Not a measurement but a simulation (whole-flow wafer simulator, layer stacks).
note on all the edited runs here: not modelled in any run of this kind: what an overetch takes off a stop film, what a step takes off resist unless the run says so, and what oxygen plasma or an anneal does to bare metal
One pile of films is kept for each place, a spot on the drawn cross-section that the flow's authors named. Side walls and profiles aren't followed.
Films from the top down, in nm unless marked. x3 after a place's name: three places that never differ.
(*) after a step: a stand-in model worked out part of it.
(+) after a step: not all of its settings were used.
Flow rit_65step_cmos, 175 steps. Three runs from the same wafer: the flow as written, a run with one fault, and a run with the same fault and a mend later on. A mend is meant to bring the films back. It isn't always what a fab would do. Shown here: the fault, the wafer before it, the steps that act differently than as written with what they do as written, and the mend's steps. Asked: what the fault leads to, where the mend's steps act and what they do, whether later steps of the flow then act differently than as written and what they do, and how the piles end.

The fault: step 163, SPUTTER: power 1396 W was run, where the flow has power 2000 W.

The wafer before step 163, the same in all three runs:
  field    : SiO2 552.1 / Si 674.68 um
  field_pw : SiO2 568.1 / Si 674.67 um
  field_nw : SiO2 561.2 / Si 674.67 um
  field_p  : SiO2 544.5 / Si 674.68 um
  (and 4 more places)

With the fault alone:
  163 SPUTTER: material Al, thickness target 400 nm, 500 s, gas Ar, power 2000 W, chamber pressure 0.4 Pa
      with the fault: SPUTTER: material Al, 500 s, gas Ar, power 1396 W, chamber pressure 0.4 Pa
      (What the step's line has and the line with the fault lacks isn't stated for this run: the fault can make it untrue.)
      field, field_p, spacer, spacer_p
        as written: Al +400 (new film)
        with the fault: Al +279.2 (new film)
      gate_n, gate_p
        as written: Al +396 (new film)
        with the fault: Al +279.2 (new film)
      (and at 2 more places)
  Later steps of the flow that act differently than as written (3 more steps differ only slightly, by at most 2% or 0.5 nm, whichever is larger, and aren't shown):
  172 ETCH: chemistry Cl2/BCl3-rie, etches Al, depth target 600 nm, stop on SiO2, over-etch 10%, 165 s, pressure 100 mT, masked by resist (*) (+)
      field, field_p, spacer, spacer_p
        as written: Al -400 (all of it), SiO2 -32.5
        with the fault: Al -279.2 (all of it), SiO2 -47.6
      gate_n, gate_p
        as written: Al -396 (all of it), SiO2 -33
        with the fault: Al -279.2 (all of it), SiO2 -47.6
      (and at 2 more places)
  At the end the piles differ from the flow's by more than 2% or 0.5 nm, whichever is larger, at field, field_pw, field_nw, field_p, gate_n, gate_p, spacer, spacer_p.
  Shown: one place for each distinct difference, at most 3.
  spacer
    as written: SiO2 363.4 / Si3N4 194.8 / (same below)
    with the fault: SiO2 348.3 / Si3N4 194.8 / (same below)
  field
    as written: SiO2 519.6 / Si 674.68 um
    with the fault: SiO2 504.5 / Si 674.68 um
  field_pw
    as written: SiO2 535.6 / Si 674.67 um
    with the fault: SiO2 520.5 / Si 674.67 um

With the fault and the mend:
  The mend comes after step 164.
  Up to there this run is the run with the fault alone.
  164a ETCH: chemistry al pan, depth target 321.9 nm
      field, field_p, gate_n, gate_p, spacer, spacer_p
        Al -279.2 (all of it)
      field_pw, field_nw
        Al -279 (all of it)
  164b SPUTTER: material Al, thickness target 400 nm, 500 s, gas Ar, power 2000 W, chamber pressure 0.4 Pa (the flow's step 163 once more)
      field, field_pw, field_p, spacer, spacer_p
        Al +400 (new film)
      gate_n, gate_p
        Al +396 (new film)
      field_nw
        Al +397.2 (new film)
  No later step of the flow acts differently than as written at any place that is followed.
  At the end the piles are the same as the flow's at every place that both follow.
